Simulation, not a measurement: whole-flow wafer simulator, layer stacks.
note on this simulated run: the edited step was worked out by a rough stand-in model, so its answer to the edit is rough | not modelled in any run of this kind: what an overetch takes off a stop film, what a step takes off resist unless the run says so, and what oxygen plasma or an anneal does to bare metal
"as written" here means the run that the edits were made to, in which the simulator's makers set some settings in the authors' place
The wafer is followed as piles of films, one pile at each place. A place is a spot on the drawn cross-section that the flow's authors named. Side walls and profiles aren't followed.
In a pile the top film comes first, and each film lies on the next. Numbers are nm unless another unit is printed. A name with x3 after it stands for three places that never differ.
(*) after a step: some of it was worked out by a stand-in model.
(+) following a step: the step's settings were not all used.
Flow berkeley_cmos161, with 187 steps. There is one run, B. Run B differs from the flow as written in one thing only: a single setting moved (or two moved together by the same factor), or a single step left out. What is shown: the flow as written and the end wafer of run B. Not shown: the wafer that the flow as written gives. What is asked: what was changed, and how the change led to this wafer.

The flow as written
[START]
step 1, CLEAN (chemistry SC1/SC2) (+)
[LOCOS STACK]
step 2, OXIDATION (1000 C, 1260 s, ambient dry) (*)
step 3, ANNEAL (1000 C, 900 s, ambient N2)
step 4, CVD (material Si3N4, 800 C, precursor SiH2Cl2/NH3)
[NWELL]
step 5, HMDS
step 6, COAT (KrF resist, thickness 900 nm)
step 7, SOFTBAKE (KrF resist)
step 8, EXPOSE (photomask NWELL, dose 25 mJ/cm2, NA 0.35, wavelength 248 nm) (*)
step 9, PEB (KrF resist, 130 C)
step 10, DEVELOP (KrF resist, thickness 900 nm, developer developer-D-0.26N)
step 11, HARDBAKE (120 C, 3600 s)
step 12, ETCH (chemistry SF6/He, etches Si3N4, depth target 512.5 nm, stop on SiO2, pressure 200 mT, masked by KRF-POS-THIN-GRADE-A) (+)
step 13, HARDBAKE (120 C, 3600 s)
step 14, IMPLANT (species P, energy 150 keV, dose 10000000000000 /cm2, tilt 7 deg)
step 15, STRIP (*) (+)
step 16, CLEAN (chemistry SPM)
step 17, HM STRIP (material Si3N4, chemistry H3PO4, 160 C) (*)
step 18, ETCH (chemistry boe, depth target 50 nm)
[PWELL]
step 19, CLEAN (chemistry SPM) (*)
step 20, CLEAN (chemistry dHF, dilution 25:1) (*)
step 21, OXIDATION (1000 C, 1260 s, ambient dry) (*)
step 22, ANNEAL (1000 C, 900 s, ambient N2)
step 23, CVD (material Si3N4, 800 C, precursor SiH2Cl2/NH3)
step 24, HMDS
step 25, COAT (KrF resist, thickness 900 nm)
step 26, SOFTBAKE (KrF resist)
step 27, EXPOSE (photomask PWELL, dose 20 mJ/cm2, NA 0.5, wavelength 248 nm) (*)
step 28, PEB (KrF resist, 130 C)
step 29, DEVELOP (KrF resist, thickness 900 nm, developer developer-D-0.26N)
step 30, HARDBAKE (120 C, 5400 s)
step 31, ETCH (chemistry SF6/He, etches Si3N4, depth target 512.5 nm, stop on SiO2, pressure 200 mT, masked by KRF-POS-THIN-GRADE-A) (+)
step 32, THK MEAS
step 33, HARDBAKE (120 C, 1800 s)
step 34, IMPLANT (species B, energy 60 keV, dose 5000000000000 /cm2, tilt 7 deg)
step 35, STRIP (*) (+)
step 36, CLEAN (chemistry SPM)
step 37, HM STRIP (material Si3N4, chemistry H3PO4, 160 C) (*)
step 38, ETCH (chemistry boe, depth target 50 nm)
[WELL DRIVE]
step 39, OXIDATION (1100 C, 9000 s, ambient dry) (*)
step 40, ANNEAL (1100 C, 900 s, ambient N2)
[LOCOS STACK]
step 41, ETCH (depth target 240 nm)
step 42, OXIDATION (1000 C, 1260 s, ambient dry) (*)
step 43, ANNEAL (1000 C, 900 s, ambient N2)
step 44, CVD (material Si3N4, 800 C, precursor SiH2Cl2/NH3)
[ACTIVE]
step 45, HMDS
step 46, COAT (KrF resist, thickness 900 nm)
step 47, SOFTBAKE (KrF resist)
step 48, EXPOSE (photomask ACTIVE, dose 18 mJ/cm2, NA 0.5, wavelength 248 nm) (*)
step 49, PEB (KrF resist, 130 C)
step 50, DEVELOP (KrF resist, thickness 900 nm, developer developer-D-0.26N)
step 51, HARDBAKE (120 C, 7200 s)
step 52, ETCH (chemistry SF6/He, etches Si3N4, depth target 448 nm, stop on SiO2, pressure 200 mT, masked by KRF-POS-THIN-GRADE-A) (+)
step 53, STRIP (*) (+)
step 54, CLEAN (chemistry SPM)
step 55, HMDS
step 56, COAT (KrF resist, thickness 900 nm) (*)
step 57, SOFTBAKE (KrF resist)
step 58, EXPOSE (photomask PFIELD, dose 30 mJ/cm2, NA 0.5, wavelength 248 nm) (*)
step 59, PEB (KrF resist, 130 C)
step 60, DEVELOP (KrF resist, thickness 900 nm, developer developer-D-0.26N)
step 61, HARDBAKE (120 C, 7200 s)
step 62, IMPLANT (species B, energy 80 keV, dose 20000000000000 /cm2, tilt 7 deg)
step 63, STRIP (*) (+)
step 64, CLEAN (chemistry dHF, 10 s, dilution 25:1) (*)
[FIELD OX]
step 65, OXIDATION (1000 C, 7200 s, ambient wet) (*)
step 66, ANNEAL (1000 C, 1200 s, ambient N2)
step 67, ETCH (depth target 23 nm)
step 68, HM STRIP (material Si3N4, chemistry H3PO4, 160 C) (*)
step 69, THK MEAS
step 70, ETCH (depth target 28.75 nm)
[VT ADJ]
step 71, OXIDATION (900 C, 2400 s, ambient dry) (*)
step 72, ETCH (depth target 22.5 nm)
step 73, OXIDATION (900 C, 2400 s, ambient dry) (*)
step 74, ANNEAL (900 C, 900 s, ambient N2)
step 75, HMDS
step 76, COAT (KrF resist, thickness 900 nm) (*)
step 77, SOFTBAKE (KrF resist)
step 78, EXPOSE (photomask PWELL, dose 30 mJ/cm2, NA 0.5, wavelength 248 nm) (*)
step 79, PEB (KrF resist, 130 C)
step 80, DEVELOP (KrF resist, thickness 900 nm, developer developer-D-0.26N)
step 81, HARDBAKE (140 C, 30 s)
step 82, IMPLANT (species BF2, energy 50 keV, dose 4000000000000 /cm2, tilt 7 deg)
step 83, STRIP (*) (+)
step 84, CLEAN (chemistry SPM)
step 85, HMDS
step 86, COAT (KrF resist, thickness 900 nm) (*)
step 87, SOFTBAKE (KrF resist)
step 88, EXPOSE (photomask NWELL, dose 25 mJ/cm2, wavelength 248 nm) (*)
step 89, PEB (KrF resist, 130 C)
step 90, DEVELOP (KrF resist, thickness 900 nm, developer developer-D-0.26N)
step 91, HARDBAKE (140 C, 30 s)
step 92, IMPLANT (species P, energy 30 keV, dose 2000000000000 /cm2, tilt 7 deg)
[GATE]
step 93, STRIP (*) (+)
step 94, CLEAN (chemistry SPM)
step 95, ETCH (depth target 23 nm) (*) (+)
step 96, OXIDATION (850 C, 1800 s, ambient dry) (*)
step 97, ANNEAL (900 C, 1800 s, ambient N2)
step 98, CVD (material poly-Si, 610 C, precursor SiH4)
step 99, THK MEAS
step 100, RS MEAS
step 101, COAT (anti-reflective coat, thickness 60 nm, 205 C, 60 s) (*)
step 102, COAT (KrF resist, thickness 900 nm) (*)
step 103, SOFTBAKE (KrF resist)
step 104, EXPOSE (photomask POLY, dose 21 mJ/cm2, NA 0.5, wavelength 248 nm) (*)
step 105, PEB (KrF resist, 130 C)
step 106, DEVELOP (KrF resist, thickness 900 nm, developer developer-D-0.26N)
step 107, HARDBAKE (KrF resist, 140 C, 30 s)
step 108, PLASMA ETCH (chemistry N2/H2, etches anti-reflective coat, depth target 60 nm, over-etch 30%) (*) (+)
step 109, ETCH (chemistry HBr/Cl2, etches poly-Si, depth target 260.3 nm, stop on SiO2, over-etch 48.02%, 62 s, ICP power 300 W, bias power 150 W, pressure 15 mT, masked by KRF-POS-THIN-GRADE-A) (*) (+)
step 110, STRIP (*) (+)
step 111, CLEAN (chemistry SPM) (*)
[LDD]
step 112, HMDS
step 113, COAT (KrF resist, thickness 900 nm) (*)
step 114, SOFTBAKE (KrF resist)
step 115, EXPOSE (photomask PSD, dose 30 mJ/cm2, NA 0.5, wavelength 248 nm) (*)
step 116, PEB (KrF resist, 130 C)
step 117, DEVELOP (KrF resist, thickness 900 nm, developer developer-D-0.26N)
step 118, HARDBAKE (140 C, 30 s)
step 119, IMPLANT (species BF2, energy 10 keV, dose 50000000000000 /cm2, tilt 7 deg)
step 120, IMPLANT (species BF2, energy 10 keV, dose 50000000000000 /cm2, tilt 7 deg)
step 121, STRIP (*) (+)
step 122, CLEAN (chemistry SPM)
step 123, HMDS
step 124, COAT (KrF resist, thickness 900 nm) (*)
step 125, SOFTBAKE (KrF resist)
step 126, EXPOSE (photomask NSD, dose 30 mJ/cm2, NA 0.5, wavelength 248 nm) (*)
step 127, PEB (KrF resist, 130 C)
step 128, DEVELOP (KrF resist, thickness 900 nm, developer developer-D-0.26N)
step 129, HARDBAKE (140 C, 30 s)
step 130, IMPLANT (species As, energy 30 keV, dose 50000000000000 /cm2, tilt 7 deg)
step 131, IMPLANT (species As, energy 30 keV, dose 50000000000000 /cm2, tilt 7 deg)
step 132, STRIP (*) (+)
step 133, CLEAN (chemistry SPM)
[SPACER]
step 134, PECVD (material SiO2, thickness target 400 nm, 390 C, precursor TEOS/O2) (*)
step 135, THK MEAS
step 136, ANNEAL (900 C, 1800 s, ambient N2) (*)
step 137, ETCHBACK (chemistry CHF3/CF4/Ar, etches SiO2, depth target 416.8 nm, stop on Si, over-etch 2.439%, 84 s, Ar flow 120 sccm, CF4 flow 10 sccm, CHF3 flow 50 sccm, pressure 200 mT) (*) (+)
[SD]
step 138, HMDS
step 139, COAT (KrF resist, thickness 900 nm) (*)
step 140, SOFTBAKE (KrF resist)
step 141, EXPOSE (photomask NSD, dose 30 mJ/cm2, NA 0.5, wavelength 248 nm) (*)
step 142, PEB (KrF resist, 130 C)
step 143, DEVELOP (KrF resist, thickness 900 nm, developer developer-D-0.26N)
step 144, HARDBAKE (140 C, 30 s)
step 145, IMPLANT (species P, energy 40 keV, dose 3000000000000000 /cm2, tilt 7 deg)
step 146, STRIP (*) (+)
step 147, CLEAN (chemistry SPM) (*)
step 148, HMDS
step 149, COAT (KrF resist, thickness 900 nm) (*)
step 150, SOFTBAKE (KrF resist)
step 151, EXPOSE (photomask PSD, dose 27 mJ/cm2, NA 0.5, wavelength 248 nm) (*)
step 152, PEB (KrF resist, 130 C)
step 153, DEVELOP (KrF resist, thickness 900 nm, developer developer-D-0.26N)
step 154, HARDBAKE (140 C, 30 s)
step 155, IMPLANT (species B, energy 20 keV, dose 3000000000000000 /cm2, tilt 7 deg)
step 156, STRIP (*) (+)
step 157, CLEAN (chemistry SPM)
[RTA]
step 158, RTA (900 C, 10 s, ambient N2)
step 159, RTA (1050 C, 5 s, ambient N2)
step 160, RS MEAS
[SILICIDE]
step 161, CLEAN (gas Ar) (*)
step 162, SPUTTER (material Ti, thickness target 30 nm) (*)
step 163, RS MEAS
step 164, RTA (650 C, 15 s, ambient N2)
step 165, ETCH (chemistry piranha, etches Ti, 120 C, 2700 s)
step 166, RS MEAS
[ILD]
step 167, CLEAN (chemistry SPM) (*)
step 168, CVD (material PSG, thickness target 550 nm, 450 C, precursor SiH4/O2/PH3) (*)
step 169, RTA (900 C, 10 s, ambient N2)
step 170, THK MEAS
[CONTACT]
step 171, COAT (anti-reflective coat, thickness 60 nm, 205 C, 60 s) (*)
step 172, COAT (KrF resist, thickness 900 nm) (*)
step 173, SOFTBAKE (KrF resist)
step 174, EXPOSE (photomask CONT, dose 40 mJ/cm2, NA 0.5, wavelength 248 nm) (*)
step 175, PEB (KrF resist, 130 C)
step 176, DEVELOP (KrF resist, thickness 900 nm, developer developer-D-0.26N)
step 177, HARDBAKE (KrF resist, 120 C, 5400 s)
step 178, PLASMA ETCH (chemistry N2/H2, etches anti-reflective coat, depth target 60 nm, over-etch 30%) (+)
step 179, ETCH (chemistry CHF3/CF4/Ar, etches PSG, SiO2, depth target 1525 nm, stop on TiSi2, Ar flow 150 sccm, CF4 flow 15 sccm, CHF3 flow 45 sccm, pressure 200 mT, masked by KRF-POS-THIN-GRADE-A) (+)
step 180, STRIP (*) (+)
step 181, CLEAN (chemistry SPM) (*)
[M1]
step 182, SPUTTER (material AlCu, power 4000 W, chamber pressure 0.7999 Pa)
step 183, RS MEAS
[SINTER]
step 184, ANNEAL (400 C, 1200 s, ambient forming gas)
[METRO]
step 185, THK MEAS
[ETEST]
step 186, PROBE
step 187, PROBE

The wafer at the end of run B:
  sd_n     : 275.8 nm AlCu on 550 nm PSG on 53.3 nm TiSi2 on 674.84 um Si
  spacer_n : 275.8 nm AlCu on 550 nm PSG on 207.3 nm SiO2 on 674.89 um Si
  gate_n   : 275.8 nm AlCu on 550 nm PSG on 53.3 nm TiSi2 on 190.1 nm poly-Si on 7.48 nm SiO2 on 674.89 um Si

What caused this: step 39, OXIDATION: 4500 s was run, whereas the flow has 9000 s.

How this came from the change, step by step:
  step 39, OXIDATION (1100 C, 9000 s, ambient dry) (*)
      field, sd_n, spacer_n and 6 more: SiO2 gains 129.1 (new film), Si loses 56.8 (in the flow as written it would be: SiO2 gains 197.6 (new film), Si loses 86.9)
  step 41, ETCH (depth target 240 nm)
      field, sd_n, spacer_n and 6 more: SiO2 loses 129.1 (all of it) (in the flow as written it would be: SiO2 loses 197.6 (all of it))
